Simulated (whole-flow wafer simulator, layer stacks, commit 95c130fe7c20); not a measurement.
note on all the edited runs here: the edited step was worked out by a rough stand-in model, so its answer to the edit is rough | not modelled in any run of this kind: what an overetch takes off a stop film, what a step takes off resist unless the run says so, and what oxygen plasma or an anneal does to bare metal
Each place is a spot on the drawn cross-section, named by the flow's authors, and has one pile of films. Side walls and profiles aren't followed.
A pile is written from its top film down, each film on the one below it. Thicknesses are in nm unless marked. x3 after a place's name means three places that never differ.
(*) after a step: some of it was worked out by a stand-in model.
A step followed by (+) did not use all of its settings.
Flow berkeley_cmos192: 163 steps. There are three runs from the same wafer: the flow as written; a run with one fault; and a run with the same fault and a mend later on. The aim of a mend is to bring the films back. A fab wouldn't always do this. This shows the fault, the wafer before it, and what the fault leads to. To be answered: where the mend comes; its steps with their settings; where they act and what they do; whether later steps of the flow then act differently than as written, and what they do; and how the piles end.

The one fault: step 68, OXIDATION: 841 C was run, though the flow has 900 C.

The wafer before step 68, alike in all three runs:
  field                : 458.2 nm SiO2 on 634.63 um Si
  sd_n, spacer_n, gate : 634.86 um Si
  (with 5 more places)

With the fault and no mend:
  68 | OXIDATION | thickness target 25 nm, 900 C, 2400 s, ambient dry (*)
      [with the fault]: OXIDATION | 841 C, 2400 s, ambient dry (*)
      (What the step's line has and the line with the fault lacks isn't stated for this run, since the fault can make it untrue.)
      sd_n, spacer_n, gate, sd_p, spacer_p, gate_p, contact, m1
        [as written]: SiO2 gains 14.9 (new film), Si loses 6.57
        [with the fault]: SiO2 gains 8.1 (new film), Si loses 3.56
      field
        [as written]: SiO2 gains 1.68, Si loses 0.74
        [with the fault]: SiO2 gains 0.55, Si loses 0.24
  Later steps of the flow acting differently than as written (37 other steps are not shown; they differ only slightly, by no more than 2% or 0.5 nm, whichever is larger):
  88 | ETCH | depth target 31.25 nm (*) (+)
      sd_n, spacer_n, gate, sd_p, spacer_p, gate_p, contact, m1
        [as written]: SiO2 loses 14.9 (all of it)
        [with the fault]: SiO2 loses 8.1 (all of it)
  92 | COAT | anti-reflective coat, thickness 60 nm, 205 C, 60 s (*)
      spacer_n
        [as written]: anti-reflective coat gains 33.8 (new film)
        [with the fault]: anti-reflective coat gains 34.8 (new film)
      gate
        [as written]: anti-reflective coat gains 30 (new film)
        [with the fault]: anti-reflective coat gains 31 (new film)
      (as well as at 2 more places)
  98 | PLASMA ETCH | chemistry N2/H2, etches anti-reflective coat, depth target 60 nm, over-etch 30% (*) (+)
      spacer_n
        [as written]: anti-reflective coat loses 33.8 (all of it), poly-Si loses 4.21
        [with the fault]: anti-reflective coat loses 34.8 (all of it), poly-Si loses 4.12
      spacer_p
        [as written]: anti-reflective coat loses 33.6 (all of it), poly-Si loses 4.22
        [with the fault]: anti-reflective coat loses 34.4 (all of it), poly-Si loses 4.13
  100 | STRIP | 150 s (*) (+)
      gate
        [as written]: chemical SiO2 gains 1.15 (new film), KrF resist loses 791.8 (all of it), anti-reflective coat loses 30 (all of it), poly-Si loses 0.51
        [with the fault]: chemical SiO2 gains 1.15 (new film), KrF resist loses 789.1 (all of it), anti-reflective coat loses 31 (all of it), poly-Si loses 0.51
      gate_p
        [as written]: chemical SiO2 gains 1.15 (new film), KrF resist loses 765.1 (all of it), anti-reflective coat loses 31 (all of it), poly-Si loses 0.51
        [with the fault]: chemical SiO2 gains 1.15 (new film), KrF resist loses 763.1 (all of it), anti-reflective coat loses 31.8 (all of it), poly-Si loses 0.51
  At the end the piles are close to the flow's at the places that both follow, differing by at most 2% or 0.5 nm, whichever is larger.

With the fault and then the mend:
  The mend stands after step 75.
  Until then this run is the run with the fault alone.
  75a | STRIP | 150 s (*) (+)
      sd_p
        KrF resist loses 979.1 (all of it)
      spacer_p
        KrF resist loses 960.4 (all of it)
      gate_p
        KrF resist loses 959.5 (all of it)
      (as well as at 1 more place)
  75b | CLEAN | chemistry SPM
      leaves every film unchanged at each place that is followed
  75c | OXIDATION | 900 C, 1470 s, ambient dry (*) (a further turn of the flow's step 68, with different settings)
      sd_n, spacer_n, gate, sd_p, spacer_p, gate_p, contact, m1
        SiO2 gains 6.8, Si loses 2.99
      field
        SiO2 gains 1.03, Si loses 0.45
  75d | HMDS (a further turn of the flow's step 70)
      leaves every film unchanged at each place that is followed
  75e | COAT | KrF resist, thickness 900 nm (*) (a further turn of the flow's step 71)
      spacer_n, gate
        KrF resist gains 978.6 (new film)
      field
        KrF resist gains 842.4 (new film)
      sd_n
        KrF resist gains 1013.2 (new film)
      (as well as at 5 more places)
  75f | SOFTBAKE | KrF resist (a further turn of the flow's step 72)
      leaves every film unchanged at each place that is followed
  75g | EXPOSE | photomask PWELL, dose 30 mJ/cm2, NA 0.5, wavelength 248 nm (*) (a further turn of the flow's step 73)
      leaves every film unchanged at each place that is followed
  75h | PEB | KrF resist, 130 C, 60 s (a further turn of the flow's step 74)
      sd_n, m1
        KrF resist loses 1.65
      spacer_n, gate
        KrF resist loses 1.58
      spacer_p, gate_p
        KrF resist loses 1.57
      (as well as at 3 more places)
  75i | DEVELOP | KrF resist, thickness 900 nm, developer developer-D-0.26N, 45 s (a further turn of the flow's step 75)
      sd_p, spacer_p, gate_p, m1
        KrF resist loses 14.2
      spacer_n, gate
        KrF resist loses 977 (all of it)
      field
        KrF resist loses 841.1 (all of it)
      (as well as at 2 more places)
  None of the later steps of the flow differs from how it acts as written, at any place that is followed, by more than 2% or 0.5 nm, whichever is larger.
  At the end the piles are close to the flow's at the places that both follow, differing by at most 2% or 0.5 nm, whichever is larger.
